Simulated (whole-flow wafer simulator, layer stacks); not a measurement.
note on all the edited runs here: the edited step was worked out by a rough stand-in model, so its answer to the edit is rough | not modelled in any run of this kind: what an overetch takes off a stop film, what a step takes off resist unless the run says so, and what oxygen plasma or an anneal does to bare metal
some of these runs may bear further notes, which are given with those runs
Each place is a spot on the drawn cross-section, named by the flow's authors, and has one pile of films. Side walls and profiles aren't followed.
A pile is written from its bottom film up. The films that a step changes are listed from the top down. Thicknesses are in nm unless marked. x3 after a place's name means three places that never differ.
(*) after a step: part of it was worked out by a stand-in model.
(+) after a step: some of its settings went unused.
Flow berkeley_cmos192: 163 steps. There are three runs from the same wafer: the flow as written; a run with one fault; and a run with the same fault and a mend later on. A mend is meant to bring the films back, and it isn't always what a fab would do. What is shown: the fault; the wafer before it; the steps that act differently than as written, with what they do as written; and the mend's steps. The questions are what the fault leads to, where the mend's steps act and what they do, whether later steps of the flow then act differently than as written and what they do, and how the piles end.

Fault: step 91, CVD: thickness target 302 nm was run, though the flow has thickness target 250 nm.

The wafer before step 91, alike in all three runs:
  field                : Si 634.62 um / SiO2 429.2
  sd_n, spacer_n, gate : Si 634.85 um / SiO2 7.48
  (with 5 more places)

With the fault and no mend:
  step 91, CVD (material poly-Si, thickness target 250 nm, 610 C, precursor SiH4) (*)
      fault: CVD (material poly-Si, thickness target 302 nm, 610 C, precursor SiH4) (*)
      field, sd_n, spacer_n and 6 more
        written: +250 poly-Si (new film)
        fault: +302 poly-Si (new film)
  Later steps of the flow acting differently than as written (15 more steps, not shown, differ only slightly: by at most 2% or 0.5 nm, whichever is larger):
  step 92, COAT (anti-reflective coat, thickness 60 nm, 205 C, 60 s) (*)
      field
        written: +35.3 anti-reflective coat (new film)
        fault: +36.1 anti-reflective coat (new film)
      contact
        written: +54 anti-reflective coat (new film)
        fault: +55.3 anti-reflective coat (new film)
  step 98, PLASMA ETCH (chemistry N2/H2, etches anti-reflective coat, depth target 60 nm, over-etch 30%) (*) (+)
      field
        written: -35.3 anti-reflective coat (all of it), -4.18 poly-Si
        fault: -36.1 anti-reflective coat (all of it), -4.24 poly-Si
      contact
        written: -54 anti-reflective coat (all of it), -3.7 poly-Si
        fault: -55.3 anti-reflective coat (all of it), -3.75 poly-Si
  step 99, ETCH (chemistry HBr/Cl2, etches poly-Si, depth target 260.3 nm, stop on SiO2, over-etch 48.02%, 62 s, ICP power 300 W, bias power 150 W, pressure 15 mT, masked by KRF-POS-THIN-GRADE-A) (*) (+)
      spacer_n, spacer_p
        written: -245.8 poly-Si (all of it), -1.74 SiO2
        fault: -297.7 poly-Si (all of it), -0.44 SiO2
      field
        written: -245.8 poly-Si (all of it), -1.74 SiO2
        fault: -297.8 poly-Si (all of it), -0.44 SiO2
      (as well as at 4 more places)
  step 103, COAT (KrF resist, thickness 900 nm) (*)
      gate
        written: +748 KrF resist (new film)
        fault: +704.5 KrF resist (new film)
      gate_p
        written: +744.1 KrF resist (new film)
        fault: +700.6 KrF resist (new film)
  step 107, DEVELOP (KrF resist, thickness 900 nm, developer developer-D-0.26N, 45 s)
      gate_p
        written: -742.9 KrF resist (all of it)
        fault: -699.5 KrF resist (all of it)
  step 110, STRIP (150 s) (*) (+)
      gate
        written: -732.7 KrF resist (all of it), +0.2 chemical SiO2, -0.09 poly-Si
        fault: -689.2 KrF resist (all of it), +0.2 chemical SiO2, -0.09 poly-Si
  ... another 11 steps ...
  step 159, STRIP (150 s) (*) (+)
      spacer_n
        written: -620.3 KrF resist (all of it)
        fault: -592.2 KrF resist (all of it)
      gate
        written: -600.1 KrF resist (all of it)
        fault: -575.4 KrF resist (all of it)
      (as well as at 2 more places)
  By the end, the piles at spacer_n, gate, spacer_p, gate_p depart from the flow's by more than 2% or 0.5 nm, whichever is larger.
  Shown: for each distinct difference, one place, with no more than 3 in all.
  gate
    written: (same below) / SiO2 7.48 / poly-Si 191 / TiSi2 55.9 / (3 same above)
    fault: (same below) / SiO2 7.48 / poly-Si 243 / TiSi2 55.9 / (3 same above)
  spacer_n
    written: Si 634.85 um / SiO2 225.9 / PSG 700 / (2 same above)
    fault: Si 634.85 um / SiO2 277.9 / PSG 700 / (2 same above)
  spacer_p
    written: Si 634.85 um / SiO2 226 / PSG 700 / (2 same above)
    fault: Si 634.85 um / SiO2 278 / PSG 700 / (2 same above)

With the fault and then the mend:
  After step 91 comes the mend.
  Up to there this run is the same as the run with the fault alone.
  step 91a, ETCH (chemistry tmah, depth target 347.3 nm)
      field, sd_n, spacer_n and 6 more
        -302 poly-Si (all of it)
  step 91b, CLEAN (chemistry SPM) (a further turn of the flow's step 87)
      leaves every film unchanged at each place that is followed
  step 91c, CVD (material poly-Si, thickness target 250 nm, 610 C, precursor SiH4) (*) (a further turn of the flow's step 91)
      field, sd_n, spacer_n and 6 more
        +250 poly-Si (new film)
  None of the later steps of the flow acts differently than as written at any place that is followed.
  At every place that both follow, the piles at the end match the flow's.
